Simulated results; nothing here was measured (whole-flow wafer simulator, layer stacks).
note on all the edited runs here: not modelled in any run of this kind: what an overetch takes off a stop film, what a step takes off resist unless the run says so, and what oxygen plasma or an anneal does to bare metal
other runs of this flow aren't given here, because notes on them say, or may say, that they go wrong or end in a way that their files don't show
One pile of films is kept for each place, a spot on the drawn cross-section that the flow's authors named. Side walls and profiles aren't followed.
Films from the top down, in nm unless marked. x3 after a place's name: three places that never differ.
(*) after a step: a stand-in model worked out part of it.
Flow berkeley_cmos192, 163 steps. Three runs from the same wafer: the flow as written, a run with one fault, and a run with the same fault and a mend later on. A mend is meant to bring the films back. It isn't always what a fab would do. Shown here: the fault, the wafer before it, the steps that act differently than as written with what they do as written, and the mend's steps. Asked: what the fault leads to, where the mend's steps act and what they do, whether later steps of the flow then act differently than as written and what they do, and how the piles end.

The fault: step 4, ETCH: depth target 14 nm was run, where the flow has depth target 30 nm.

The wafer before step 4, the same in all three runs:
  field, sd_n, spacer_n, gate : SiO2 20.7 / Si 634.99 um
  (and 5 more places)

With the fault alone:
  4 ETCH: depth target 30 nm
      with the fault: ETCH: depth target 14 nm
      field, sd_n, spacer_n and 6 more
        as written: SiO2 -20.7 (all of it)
        with the fault: SiO2 -14
  Later steps of the flow that act differently than as written:
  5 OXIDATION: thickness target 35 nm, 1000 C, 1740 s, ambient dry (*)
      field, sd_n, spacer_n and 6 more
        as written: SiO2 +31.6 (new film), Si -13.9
        with the fault: SiO2 +26.5, Si -11.7
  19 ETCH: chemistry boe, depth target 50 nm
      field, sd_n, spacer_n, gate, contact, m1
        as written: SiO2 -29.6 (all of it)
        with the fault: SiO2 -31.2 (all of it)
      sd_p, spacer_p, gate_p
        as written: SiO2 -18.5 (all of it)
        with the fault: SiO2 -20.1 (all of it)
  At the end the piles differ from the flow's only slightly at the places that both follow, by at most 2% or 0.5 nm, whichever is larger.

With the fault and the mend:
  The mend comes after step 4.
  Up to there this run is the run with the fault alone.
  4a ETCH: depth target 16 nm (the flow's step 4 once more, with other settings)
      field, sd_n, spacer_n and 6 more
        SiO2 -6.69 (all of it)
  No later step of the flow acts differently than as written at any place that is followed.
  At the end the piles are the same as the flow's at every place that both follow.
